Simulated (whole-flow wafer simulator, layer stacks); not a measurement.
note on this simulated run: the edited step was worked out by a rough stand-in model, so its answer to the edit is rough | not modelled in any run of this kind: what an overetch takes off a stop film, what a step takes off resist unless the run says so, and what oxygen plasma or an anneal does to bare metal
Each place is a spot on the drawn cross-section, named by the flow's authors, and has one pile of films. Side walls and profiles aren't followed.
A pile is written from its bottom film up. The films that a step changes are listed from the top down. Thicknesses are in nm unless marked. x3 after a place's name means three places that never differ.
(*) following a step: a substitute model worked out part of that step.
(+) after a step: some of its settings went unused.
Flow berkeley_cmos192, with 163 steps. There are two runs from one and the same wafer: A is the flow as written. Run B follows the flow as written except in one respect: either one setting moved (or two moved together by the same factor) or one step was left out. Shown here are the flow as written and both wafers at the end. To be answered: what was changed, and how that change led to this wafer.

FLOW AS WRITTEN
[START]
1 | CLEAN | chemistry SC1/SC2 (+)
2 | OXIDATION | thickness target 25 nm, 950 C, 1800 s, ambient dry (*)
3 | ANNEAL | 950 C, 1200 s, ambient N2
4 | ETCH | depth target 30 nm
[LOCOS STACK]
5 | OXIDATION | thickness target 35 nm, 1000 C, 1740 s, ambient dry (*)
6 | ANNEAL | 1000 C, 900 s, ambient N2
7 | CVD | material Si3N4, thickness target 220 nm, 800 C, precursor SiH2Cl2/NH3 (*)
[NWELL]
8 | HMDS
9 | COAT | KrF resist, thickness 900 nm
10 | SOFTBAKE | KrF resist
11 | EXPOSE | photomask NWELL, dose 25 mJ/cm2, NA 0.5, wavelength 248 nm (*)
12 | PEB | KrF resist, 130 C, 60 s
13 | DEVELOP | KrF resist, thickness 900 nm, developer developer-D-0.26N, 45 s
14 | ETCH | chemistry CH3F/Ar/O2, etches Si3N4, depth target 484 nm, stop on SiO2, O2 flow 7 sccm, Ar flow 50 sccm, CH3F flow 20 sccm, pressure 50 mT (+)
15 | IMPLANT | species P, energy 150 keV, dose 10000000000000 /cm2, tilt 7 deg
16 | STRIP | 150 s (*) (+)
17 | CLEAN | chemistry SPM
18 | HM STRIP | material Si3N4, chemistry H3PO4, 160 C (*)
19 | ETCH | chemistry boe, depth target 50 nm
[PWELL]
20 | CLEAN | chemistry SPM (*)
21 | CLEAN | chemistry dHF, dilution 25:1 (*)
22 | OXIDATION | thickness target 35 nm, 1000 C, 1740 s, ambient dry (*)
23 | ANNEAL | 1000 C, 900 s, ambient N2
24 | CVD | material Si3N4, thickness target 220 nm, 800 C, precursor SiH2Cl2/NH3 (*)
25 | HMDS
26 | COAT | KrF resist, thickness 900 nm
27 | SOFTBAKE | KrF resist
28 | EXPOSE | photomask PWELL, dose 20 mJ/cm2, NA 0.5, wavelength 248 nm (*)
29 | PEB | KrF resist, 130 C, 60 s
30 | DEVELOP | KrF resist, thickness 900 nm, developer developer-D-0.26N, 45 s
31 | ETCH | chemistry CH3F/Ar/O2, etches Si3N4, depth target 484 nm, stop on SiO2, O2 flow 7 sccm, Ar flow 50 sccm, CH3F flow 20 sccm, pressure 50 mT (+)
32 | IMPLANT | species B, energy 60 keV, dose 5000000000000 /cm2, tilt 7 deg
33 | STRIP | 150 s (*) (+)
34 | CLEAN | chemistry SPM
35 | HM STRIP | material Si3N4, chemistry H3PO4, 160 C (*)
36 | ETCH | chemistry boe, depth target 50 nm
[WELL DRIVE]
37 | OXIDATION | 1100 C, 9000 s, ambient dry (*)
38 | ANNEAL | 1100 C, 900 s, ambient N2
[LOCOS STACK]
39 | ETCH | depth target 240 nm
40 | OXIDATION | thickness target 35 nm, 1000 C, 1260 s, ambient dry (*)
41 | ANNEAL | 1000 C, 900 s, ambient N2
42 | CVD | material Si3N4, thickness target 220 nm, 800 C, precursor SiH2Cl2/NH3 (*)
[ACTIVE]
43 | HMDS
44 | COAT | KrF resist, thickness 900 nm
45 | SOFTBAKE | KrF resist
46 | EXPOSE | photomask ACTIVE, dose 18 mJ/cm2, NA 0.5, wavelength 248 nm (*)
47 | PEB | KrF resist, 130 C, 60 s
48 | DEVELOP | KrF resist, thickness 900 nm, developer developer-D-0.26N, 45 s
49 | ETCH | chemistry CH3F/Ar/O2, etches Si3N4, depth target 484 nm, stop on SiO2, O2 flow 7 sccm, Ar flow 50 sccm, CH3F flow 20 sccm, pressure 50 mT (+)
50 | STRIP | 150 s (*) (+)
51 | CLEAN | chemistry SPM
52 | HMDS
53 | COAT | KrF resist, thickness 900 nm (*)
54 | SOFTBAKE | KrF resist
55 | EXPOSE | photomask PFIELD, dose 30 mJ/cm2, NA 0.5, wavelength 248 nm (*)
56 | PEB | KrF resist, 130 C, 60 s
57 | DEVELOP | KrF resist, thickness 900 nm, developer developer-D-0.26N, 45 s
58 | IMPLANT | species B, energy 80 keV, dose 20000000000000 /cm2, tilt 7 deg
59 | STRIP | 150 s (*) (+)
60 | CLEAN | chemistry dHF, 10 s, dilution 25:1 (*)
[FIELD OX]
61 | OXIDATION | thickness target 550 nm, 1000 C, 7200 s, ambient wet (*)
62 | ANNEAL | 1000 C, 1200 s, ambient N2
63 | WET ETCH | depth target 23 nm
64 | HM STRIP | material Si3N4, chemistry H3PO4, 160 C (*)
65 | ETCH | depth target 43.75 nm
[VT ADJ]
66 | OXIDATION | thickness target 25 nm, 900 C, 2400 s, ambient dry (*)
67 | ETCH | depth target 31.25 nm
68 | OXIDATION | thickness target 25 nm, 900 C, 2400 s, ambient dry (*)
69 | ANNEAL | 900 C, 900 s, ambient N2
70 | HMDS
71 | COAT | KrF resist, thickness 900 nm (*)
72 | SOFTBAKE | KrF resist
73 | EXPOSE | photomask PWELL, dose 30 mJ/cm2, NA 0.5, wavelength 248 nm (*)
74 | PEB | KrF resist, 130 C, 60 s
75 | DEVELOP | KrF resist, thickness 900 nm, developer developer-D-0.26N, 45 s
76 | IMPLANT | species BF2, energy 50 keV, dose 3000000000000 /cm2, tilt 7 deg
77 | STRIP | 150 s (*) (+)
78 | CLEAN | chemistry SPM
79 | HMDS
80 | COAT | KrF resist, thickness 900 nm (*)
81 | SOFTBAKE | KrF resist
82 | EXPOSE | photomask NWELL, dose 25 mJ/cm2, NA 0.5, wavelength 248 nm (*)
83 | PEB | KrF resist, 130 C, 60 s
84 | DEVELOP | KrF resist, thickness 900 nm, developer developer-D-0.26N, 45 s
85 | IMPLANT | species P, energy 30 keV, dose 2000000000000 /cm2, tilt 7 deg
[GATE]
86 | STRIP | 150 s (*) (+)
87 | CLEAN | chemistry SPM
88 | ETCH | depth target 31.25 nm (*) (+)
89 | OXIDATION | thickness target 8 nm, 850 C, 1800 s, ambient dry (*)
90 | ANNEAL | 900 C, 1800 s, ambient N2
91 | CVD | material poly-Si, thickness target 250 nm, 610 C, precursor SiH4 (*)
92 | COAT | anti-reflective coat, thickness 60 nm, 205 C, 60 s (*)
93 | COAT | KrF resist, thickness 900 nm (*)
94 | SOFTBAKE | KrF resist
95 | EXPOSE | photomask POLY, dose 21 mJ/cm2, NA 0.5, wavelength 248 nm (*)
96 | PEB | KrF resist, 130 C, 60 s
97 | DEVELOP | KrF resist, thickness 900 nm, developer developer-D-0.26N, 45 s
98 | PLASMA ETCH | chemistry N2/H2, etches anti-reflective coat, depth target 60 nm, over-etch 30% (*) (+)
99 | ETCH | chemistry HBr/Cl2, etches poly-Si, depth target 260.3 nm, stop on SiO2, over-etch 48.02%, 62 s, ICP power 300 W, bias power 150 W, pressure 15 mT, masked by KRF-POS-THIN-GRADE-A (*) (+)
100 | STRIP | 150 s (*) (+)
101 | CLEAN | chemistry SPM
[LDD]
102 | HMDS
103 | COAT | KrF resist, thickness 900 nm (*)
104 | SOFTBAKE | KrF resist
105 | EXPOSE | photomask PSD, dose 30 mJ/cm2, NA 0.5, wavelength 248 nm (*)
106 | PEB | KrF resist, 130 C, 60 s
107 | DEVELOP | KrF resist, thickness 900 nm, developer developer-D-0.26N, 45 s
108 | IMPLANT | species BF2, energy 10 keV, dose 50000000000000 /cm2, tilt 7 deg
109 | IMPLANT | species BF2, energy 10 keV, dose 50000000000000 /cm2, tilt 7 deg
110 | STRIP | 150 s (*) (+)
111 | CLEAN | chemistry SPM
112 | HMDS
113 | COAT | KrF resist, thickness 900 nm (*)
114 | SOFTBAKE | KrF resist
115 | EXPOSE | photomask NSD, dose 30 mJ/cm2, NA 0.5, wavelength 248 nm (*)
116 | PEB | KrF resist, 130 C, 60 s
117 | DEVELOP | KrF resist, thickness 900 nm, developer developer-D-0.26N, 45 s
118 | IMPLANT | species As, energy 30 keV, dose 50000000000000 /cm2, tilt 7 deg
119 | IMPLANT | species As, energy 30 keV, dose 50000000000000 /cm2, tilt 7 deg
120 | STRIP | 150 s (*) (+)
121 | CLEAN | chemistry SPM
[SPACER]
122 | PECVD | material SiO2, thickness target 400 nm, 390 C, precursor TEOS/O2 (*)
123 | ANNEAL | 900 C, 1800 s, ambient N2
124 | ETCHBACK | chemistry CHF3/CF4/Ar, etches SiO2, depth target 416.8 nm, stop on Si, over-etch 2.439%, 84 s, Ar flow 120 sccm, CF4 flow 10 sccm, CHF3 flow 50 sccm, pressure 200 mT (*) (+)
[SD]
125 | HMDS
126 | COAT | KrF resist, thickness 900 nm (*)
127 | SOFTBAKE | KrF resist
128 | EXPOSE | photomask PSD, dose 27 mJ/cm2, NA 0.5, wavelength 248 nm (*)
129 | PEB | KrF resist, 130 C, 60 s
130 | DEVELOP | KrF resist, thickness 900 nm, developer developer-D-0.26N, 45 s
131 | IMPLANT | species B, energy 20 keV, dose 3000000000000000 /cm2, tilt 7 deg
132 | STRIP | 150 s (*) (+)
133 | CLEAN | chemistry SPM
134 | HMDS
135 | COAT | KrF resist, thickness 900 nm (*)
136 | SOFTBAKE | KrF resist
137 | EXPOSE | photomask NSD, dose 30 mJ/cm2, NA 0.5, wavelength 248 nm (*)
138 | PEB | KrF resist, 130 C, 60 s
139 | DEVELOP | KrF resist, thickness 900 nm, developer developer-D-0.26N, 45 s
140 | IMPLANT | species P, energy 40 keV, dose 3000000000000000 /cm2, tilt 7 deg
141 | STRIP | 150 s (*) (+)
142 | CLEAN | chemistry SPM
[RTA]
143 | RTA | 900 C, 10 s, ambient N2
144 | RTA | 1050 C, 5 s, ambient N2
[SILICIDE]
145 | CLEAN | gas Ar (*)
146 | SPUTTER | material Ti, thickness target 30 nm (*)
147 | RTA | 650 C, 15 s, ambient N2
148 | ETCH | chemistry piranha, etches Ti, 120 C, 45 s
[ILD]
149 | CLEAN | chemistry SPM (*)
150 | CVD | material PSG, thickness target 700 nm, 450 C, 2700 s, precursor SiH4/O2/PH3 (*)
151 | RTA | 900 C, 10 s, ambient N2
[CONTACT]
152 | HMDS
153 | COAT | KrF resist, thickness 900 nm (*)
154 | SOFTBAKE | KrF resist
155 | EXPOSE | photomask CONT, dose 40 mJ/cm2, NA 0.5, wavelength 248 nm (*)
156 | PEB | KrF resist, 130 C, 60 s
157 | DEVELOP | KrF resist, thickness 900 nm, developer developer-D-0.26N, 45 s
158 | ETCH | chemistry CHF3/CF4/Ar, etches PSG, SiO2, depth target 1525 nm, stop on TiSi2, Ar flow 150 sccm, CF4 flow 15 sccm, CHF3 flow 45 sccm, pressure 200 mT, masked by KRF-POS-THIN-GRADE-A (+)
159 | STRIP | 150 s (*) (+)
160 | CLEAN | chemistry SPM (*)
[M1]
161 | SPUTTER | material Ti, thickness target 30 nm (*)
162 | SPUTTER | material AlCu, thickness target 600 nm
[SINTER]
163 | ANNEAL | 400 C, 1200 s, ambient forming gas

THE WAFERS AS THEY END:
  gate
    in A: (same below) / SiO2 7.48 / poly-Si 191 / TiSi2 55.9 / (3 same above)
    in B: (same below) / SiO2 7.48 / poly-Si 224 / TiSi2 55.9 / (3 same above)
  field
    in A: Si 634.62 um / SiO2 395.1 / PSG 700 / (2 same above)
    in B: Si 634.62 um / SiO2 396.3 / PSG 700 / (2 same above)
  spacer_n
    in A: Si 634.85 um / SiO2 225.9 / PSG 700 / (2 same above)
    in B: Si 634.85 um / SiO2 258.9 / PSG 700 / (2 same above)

What caused this: step 91, CVD: thickness target 283 nm was run, though the flow has thickness target 250 nm.

Step by step, how the change led to this:
  91 | CVD | material poly-Si, thickness target 250 nm, 610 C, precursor SiH4 (*)
      field, sd_n, spacer_n and 6 more: A poly-Si gains 250 (new film) | B poly-Si gains 283 (new film)
  99 | ETCH | chemistry HBr/Cl2, etches poly-Si, depth target 260.3 nm, stop on SiO2, over-etch 48.02%, 62 s, ICP power 300 W, bias power 150 W, pressure 15 mT, masked by KRF-POS-THIN-GRADE-A (*) (+)
      spacer_n, spacer_p: A poly-Si loses 245.8 (all of it), SiO2 loses 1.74 | B poly-Si loses 278.7 (all of it), SiO2 loses 0.53
      field: A poly-Si loses 245.8 (all of it), SiO2 loses 1.74 | B poly-Si loses 278.8 (all of it), SiO2 loses 0.53
      (as well as at 4 more places)
  103 | COAT | KrF resist, thickness 900 nm (*)
      gate: A KrF resist gains 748 (new film) | B KrF resist gains 720.6 (new film)
      gate_p: A KrF resist gains 744.1 (new film) | B KrF resist gains 716.7 (new film)
  107 | DEVELOP | KrF resist, thickness 900 nm, developer developer-D-0.26N, 45 s
      gate_p: A KrF resist loses 742.9 (all of it) | B KrF resist loses 715.6 (all of it)
  110 | STRIP | 150 s (*) (+)
      gate: A KrF resist loses 732.7 (all of it), chemical SiO2 gains 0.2, poly-Si loses 0.09 | B KrF resist loses 705.3 (all of it), chemical SiO2 gains 0.2, poly-Si loses 0.09
  113 | COAT | KrF resist, thickness 900 nm (*)
      gate: A KrF resist gains 747.9 (new film) | B KrF resist gains 720.5 (new film)
      gate_p: A KrF resist gains 743.9 (new film) | B KrF resist gains 716.5 (new film)
  117 | DEVELOP | KrF resist, thickness 900 nm, developer developer-D-0.26N, 45 s
      gate: A KrF resist loses 746.8 (all of it) | B KrF resist loses 719.4 (all of it)
  120 | STRIP | 150 s (*) (+)
      gate_p: A KrF resist loses 728.6 (all of it), chemical SiO2 gains 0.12, poly-Si loses 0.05 | B KrF resist loses 701.3 (all of it), chemical SiO2 gains 0.12, poly-Si loses 0.05
  124 | ETCHBACK | chemistry CHF3/CF4/Ar, etches SiO2, depth target 416.8 nm, stop on Si, over-etch 2.439%, 84 s, Ar flow 120 sccm, CF4 flow 10 sccm, CHF3 flow 50 sccm, pressure 200 mT (*) (+)
      spacer_n: A SiO2 loses 160 | B SiO2 loses 128.2
      spacer_p: A SiO2 loses 159.9 | B SiO2 loses 128.1
  126 | COAT | KrF resist, thickness 900 nm (*)
      spacer_n: A KrF resist gains 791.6 (new film) | B KrF resist gains 767.5 (new film)
      gate: A KrF resist gains 771.5 (new film) | B KrF resist gains 747.9 (new film)
      (as well as at 2 more places)
  130 | DEVELOP | KrF resist, thickness 900 nm, developer developer-D-0.26N, 45 s
      spacer_p: A KrF resist loses 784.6 (all of it) | B KrF resist loses 760.6 (all of it)
      gate_p: A KrF resist loses 764.3 (all of it) | B KrF resist loses 740.9 (all of it)
  132 | STRIP | 150 s (*) (+)
      spacer_n: A KrF resist loses 776.1 (all of it) | B KrF resist loses 752.1 (all of it)
      gate: A chemical SiO2 gains 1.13 (new film), KrF resist loses 756.1 (all of it), poly-Si loses 0.5 | B chemical SiO2 gains 1.13 (new film), KrF resist loses 732.6 (all of it), poly-Si loses 0.5
  135 | COAT | KrF resist, thickness 900 nm (*)
      spacer_n: A KrF resist gains 791.1 (new film) | B KrF resist gains 767.8 (new film)
      gate: A KrF resist gains 770.3 (new film) | B KrF resist gains 747.6 (new film)
      (as well as at 2 more places)
  139 | DEVELOP | KrF resist, thickness 900 nm, developer developer-D-0.26N, 45 s
      spacer_n: A KrF resist loses 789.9 (all of it) | B KrF resist loses 766.6 (all of it)
      gate: A KrF resist loses 769.1 (all of it) | B KrF resist loses 746.4 (all of it)
  141 | STRIP | 150 s (*) (+)
      spacer_p: A KrF resist loses 770.2 (all of it) | B KrF resist loses 746.7 (all of it)
      gate_p: A KrF resist loses 749.1 (all of it), chemical SiO2 gains 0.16 | B KrF resist loses 726.3 (all of it), chemical SiO2 gains 0.16
  153 | COAT | KrF resist, thickness 900 nm (*)
      spacer_n: A KrF resist gains 829.8 (new film) | B KrF resist gains 811.9 (new film)
      spacer_p: A KrF resist gains 815.2 (new film) | B KrF resist gains 797.9 (new film)
  159 | STRIP | 150 s (*) (+)
      spacer_n: A KrF resist loses 620.3 (all of it) | B KrF resist loses 602.4 (all of it)
      gate: A KrF resist loses 600.1 (all of it) | B KrF resist loses 584.3 (all of it)
      (as well as at 2 more places)
